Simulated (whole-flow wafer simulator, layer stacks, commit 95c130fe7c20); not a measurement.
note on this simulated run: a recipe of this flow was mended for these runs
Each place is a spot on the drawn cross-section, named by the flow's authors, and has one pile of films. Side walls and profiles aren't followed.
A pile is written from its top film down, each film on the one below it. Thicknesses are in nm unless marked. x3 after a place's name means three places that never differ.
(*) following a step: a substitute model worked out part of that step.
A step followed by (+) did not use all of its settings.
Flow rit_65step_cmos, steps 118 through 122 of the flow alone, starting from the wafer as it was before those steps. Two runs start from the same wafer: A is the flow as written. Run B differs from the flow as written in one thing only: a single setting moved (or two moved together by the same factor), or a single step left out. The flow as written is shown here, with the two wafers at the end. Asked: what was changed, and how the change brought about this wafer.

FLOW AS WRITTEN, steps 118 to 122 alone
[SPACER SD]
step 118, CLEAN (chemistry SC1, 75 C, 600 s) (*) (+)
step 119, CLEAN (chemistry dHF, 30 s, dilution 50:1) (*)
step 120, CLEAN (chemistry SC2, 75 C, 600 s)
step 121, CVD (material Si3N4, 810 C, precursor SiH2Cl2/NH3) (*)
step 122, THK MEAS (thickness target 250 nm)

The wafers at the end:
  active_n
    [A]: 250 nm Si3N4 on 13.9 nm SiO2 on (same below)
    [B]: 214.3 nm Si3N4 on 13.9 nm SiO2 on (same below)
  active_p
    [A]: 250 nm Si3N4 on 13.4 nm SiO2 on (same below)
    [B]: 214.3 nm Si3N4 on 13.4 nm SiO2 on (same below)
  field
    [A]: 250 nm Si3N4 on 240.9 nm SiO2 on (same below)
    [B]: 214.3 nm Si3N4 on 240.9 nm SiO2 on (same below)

What caused this: step 121, CVD: 798 C was run, whereas the flow has 810 C.

How this came from the change, step by step:
  step 121, CVD (material Si3N4, 810 C, precursor SiH2Cl2/NH3) (*)
      field, field_pw, field_nw and 11 more: A Si3N4 gains 250 (new film) | B Si3N4 gains 214.3 (new film)
